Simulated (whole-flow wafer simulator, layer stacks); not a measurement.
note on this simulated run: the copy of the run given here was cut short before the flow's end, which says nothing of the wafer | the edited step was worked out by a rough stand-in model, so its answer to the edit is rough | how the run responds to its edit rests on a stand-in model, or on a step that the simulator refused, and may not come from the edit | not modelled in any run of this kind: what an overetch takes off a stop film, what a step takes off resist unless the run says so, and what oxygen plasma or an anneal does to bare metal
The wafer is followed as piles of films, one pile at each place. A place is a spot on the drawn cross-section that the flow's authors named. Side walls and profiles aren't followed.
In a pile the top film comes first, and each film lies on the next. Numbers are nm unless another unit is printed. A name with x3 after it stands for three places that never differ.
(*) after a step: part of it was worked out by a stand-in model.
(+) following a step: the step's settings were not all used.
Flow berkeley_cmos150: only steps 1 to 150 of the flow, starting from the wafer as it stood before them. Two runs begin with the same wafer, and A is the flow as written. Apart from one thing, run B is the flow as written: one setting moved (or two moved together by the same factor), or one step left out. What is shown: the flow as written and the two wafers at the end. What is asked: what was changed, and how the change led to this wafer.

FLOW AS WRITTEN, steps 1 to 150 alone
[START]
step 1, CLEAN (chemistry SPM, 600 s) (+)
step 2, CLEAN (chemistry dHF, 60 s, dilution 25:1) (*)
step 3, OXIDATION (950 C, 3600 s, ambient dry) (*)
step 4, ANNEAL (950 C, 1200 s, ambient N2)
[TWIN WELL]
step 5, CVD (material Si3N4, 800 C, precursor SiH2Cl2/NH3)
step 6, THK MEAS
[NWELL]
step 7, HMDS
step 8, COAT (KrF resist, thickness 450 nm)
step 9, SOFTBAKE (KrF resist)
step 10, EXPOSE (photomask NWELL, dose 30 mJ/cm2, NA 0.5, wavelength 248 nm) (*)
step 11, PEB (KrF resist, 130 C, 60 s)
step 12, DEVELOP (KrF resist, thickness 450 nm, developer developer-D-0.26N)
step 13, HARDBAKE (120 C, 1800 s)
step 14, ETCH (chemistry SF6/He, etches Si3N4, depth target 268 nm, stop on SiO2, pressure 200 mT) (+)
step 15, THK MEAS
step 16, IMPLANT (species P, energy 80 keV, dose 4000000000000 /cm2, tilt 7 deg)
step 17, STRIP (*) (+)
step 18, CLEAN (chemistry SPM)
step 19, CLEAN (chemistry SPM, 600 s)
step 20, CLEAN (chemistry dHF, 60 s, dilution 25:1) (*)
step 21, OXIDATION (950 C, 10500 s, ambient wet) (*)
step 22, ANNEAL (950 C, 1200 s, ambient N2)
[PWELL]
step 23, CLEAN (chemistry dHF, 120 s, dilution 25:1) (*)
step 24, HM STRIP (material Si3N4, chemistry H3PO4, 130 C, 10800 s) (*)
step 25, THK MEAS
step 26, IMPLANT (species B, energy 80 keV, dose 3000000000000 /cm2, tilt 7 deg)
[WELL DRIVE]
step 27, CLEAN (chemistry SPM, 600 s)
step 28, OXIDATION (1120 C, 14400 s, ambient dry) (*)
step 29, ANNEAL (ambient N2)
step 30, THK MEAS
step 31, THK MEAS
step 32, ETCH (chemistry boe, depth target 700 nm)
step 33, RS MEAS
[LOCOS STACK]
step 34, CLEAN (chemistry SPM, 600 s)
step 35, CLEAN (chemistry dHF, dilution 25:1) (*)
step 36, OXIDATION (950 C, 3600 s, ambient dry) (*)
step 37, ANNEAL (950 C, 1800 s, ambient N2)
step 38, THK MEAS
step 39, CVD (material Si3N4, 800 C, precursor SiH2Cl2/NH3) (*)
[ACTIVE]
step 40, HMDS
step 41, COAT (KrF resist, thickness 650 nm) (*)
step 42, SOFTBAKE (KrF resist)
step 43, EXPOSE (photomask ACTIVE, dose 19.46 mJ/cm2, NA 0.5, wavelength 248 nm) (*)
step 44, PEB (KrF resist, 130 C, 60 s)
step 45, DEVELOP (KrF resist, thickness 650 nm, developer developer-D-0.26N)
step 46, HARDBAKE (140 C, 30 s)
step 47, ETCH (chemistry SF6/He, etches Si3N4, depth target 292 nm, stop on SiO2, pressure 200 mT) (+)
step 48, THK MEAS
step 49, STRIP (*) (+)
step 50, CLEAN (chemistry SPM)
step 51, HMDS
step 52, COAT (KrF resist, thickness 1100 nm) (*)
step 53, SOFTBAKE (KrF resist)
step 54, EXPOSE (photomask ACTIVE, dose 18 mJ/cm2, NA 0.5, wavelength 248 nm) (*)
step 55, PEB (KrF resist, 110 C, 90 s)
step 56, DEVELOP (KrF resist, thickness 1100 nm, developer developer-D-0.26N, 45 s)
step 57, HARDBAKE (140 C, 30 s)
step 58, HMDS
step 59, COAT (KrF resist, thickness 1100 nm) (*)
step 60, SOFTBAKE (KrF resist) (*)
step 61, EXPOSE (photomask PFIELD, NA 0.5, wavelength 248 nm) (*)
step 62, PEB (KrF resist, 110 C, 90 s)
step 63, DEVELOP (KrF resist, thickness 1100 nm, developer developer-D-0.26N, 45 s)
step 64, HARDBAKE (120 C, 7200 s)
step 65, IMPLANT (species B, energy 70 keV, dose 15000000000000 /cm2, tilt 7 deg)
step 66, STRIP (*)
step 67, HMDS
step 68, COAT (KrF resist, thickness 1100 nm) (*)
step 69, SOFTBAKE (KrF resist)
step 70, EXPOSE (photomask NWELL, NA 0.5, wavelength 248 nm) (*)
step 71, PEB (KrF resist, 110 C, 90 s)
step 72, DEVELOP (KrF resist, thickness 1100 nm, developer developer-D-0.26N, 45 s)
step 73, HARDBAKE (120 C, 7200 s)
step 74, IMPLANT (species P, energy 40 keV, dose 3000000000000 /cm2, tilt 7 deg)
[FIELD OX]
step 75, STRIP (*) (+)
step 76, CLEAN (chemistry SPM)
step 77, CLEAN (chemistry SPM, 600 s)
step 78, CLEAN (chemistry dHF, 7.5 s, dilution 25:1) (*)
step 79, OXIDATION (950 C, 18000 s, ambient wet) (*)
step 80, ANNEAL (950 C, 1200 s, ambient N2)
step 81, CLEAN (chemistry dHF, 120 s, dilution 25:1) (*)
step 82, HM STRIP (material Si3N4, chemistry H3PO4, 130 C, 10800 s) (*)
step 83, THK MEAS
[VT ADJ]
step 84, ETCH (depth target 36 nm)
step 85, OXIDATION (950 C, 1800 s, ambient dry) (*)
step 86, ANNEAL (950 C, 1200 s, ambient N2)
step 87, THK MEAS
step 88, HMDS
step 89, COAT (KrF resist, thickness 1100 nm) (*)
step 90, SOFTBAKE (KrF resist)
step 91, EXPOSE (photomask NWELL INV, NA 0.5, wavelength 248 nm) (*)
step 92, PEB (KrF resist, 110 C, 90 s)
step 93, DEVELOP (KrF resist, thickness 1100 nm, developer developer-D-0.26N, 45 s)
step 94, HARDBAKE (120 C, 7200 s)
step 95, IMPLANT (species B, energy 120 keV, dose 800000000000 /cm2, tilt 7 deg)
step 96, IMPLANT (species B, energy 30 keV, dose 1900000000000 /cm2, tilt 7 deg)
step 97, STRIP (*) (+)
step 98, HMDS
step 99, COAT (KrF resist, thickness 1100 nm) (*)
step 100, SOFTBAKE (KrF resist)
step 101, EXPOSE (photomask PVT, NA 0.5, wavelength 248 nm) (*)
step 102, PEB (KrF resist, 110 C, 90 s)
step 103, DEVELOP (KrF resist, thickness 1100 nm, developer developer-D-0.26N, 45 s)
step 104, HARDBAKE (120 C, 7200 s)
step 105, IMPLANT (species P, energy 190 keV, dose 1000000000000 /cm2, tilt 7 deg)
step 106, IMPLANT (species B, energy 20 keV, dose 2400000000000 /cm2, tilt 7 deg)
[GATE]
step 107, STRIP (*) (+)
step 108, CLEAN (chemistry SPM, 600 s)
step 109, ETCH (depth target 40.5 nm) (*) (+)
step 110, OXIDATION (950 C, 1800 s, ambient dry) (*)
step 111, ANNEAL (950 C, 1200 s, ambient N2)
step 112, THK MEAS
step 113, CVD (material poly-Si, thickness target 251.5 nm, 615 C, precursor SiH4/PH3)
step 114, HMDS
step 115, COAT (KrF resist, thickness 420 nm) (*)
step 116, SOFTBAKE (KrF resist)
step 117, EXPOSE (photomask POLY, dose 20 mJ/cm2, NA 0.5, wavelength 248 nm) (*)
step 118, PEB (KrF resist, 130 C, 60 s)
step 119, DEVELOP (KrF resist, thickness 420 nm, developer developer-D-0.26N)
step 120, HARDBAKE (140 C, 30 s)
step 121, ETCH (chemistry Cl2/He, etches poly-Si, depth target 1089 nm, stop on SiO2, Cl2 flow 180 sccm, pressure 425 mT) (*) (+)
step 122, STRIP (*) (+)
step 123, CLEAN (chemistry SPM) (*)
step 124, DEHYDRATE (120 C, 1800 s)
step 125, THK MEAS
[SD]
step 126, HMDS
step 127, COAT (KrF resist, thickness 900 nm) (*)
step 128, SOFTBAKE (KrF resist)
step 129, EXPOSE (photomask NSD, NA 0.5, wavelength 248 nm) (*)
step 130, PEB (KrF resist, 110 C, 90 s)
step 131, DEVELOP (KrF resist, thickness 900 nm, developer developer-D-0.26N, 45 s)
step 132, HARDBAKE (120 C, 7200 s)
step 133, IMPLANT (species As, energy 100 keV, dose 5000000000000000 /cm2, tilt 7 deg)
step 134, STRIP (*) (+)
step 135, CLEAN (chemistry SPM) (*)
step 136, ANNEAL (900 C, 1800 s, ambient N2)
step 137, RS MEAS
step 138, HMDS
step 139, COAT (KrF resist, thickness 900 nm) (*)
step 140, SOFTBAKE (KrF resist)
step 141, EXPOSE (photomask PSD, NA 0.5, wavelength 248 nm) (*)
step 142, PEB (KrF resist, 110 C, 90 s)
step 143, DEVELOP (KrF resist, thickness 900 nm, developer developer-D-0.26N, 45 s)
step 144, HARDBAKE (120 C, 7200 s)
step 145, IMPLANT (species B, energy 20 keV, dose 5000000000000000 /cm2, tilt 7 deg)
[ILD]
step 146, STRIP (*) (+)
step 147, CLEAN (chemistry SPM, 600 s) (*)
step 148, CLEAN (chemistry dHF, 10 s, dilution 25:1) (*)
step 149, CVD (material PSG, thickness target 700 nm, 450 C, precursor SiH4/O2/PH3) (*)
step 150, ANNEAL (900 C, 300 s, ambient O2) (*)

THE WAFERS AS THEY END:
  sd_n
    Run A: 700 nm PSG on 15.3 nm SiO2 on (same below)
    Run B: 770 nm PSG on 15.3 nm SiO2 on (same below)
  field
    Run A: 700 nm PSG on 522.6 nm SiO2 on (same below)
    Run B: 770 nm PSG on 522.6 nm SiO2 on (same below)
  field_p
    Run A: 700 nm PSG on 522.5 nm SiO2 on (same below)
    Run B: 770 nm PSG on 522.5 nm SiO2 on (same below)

Cause: step 149, CVD: thickness target 770 nm was run, though the flow has thickness target 700 nm.
One can read it off the wafer: sd_n has PSG 770, and step 149 as written asks for 700 nm.

The path from the change to this, step by step:
  step 149, CVD (material PSG, thickness target 700 nm, 450 C, precursor SiH4/O2/PH3) (*)
      field, field_p, sd_n, gate_n, gate_p, contact, m1: A +700 PSG (new film) | B +770 PSG (new film)
      sd_p: A +639.5 PSG (new film) | B +701.2 PSG (new film)
